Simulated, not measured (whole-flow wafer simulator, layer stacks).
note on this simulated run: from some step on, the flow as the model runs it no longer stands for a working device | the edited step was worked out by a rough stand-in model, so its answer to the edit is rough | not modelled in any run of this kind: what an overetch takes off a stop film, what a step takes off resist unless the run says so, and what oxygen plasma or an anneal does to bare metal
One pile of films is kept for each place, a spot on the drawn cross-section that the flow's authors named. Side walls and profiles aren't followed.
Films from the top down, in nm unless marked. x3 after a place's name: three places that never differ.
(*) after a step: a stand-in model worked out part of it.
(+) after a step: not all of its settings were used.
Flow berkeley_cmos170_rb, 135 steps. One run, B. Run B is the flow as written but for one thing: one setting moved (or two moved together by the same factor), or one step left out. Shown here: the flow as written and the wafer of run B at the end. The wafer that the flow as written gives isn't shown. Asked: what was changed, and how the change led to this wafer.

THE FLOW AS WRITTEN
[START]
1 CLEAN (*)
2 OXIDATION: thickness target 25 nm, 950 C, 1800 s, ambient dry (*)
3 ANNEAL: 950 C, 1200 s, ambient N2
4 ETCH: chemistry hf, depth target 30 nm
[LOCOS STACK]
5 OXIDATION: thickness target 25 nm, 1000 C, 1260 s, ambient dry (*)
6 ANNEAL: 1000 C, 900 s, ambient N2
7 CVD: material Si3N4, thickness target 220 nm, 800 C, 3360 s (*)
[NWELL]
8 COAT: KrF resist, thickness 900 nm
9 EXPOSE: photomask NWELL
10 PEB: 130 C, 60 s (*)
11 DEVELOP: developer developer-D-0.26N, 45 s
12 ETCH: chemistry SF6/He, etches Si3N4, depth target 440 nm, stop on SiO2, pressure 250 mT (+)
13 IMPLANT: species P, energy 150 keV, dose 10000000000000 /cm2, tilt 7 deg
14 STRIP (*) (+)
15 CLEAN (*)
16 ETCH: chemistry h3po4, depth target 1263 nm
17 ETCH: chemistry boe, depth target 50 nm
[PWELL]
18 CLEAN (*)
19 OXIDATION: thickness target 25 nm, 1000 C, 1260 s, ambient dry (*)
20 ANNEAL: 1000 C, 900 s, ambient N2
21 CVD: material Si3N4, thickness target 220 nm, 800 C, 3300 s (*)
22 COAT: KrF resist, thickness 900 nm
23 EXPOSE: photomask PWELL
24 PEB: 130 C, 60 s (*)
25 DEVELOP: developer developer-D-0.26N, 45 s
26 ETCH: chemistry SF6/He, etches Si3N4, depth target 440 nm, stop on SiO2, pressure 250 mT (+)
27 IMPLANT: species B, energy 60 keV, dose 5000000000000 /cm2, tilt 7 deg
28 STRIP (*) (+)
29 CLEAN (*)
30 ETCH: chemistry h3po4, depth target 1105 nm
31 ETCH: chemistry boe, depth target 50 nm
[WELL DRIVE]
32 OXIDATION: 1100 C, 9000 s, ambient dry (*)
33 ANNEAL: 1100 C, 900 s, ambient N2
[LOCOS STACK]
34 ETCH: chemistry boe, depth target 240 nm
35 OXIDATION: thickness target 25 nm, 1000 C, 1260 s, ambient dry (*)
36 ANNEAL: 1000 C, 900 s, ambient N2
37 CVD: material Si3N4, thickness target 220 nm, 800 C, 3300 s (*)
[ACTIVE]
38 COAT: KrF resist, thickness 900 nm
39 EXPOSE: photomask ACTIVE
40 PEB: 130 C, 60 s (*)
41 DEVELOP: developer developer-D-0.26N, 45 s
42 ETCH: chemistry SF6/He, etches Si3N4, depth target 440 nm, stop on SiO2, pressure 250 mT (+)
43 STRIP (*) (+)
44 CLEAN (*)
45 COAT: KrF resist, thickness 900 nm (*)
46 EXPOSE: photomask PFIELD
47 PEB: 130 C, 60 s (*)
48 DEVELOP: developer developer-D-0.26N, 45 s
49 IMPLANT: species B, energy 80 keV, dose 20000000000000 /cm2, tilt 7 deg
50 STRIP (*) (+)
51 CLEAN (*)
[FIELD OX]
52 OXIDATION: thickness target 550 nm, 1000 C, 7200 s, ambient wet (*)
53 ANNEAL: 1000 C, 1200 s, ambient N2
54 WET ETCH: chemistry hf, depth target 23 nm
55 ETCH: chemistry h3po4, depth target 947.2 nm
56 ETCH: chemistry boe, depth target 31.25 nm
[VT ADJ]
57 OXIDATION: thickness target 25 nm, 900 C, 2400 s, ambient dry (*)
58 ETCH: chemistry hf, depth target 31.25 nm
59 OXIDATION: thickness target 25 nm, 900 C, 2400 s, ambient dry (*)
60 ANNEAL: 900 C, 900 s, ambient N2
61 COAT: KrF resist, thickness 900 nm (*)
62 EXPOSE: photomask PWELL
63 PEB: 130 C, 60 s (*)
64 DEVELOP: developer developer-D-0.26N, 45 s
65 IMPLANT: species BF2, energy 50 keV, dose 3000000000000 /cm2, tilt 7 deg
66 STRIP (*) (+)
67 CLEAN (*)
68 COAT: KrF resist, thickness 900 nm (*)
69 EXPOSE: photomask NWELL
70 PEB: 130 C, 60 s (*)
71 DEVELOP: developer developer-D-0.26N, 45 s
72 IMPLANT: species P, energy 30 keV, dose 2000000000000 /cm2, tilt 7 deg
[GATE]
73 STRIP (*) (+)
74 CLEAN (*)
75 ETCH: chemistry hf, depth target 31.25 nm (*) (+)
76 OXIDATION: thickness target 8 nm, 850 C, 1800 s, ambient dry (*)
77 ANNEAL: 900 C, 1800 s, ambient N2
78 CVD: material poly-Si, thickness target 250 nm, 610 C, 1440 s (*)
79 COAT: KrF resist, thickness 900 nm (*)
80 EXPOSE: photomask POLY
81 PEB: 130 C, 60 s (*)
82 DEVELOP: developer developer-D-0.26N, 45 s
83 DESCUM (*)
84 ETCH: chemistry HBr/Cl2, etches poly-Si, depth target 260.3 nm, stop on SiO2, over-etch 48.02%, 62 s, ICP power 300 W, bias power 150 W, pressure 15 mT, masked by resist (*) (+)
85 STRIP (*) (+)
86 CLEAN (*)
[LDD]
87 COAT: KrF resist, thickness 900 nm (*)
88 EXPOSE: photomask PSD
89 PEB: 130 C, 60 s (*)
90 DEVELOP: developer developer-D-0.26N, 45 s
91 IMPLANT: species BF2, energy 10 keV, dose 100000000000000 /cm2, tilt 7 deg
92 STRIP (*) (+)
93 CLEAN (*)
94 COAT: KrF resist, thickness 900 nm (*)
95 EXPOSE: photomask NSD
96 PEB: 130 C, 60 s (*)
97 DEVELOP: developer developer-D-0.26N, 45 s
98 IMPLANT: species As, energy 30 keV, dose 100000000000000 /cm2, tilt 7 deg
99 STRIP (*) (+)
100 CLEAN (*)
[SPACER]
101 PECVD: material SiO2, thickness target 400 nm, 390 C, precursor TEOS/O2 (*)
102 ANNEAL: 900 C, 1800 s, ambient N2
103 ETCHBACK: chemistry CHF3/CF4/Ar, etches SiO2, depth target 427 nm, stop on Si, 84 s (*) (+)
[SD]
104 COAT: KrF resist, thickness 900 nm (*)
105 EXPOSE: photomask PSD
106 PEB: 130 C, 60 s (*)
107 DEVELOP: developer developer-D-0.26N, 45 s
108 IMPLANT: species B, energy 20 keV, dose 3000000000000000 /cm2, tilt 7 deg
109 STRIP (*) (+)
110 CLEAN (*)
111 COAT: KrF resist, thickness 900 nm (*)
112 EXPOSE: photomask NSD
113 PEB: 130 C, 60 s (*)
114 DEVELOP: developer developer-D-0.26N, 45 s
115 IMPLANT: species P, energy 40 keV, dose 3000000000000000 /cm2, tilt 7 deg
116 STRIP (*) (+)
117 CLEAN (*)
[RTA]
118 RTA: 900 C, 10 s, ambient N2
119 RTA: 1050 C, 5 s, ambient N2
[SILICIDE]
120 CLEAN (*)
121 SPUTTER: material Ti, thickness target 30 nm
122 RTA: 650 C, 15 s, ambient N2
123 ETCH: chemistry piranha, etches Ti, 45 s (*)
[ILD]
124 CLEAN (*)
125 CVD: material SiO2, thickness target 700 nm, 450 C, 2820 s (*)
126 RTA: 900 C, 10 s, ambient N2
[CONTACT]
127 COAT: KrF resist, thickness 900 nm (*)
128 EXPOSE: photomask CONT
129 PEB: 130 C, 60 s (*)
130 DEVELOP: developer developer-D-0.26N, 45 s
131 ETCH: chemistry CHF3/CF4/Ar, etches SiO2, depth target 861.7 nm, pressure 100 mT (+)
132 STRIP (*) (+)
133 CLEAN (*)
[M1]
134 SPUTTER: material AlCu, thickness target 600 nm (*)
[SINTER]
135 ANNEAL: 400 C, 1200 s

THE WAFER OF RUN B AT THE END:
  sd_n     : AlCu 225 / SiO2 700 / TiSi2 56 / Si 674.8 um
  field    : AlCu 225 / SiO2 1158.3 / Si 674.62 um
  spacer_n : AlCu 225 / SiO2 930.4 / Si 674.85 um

The cause: step 134, SPUTTER: thickness target 225 nm was run, where the flow has thickness target 600 nm.
It can be read off the wafer: sd_n has AlCu 225, and step 134 as written asks for 600 nm.

How the change led to this, step by step:
  134 SPUTTER: material AlCu, thickness target 600 nm (*)
      field, sd_n, spacer_n, gate, spacer_p, gate_p, m1: AlCu +225 (new film) (as written it would be: AlCu +600 (new film))
      sd_p: AlCu +200 (new film) (as written it would be: AlCu +545.9 (new film))
      (and at 1 more place)
